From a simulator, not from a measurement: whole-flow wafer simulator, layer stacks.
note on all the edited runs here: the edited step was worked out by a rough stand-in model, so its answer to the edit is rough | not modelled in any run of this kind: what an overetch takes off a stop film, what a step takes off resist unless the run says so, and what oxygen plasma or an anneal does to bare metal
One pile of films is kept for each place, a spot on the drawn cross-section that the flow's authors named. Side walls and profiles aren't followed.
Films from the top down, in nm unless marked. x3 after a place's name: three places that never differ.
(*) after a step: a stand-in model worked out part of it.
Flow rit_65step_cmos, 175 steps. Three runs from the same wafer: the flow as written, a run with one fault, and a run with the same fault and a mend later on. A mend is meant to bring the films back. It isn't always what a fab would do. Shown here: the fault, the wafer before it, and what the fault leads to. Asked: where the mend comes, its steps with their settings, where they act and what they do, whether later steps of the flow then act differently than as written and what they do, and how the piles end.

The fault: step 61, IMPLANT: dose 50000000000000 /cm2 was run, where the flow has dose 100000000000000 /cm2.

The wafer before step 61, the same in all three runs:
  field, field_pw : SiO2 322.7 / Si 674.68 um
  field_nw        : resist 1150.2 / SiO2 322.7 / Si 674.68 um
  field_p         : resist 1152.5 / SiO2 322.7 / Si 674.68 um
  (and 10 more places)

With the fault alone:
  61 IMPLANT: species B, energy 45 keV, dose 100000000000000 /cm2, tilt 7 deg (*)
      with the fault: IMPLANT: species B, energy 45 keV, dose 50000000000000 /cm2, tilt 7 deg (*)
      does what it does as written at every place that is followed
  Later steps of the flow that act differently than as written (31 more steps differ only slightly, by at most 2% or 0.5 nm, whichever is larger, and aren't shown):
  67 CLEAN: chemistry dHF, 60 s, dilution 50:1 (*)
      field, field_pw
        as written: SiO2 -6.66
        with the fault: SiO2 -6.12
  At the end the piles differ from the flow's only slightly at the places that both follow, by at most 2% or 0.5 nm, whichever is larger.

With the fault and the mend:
  The mend comes after step 61.
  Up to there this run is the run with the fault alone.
  61a IMPLANT: species B, energy 45 keV, dose 50000000000000 /cm2, tilt 7 deg (*) (the flow's step 61 once more, with other settings)
      changes no film at any place that is followed
  No later step of the flow acts differently than as written at any place that is followed.
  At the end the piles are the same as the flow's at every place that both follow.
